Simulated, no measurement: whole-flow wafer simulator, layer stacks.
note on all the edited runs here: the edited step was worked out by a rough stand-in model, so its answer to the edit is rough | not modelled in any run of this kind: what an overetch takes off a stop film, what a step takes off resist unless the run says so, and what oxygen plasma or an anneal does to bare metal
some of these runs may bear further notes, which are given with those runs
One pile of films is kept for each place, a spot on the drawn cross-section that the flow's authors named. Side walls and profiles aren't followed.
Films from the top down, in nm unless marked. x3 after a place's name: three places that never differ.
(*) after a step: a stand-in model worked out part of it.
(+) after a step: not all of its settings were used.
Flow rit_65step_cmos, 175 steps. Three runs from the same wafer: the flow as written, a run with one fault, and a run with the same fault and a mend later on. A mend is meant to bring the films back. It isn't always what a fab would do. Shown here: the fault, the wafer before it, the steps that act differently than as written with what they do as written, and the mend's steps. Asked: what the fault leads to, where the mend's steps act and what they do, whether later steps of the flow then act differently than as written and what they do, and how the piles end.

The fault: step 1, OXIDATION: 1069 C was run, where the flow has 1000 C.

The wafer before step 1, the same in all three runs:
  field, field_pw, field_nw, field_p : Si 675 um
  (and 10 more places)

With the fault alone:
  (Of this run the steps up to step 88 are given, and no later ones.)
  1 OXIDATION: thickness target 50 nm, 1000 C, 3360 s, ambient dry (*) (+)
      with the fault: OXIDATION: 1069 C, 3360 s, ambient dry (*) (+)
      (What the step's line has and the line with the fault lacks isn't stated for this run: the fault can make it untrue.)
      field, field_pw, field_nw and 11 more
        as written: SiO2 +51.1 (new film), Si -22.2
        with the fault: SiO2 +93.1 (new film), Si -40.7
  Later steps of the flow that act differently than as written (25 more steps differ only slightly, by at most 2% or 0.5 nm, whichever is larger, and aren't shown):
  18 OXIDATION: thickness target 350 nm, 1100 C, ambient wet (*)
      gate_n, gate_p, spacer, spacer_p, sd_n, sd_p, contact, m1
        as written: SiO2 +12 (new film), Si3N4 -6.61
        with the fault: SiO2 +12 (new film), Si3N4 -6.61, SiO2 +0.1
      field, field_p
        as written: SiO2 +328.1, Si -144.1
        with the fault: SiO2 +299.4, Si -131.6
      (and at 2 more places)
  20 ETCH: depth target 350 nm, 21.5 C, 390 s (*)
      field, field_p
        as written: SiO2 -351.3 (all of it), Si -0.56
        with the fault: SiO2 -364.7 (all of it), Si -0.31
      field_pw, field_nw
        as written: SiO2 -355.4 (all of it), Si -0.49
        with the fault: SiO2 -367.9 (all of it), Si -0.25
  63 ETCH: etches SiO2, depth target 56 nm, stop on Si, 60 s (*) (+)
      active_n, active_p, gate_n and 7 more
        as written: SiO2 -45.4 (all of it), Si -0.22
        with the fault: SiO2 -56
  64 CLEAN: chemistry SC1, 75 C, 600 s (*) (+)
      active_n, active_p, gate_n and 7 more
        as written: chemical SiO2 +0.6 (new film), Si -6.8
        with the fault: SiO2 -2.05
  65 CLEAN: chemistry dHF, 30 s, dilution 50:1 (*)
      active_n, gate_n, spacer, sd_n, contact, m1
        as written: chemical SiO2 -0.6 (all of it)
        with the fault: SiO2 -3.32
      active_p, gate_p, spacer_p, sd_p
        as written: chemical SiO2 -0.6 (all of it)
        with the fault: SiO2 -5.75
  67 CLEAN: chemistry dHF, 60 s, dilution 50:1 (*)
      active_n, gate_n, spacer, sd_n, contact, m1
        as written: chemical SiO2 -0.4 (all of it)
        with the fault: SiO2 -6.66
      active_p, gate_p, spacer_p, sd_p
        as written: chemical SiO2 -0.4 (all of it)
        with the fault: SiO2 -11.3
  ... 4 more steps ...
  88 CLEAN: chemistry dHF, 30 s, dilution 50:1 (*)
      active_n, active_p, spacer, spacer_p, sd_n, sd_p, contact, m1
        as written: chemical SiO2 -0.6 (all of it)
        with the fault: SiO2 -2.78
  After step 88 the piles differ from the flow's by more than 2% or 0.5 nm, whichever is larger, at active_n, active_p, gate_n and 7 more.
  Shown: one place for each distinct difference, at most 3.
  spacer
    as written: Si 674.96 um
    with the fault: SiO2 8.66 / Si 674.96 um
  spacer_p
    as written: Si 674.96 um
    with the fault: SiO2 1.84 / Si 674.96 um
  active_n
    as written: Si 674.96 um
    with the fault: SiO2 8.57 / Si 674.96 um

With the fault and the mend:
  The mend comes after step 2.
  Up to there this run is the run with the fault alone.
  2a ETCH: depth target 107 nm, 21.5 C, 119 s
      field, field_pw, field_nw and 11 more
        SiO2 -93.1 (all of it)
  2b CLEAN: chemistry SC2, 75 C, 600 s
      field, field_pw, field_nw and 11 more
        chemical SiO2 +0.4 (new film), Si -0.17
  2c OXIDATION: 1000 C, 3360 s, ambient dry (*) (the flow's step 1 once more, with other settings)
      field, field_pw, field_nw and 11 more
        SiO2 +51 (new film), chemical SiO2 -0.4 (all of it), Si -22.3
  Later steps of the flow that act differently than as written (17 more steps differ only slightly, by at most 2% or 0.5 nm, whichever is larger, and aren't shown):
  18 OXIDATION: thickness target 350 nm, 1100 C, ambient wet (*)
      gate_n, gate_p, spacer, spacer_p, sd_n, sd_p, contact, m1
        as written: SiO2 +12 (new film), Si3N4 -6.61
        with the mend: SiO2 +12 (new film), Si3N4 -6.61, SiO2 +0.03
  At the end the piles differ from the flow's only slightly at the places that both follow, by at most 2% or 0.5 nm, whichever is larger.
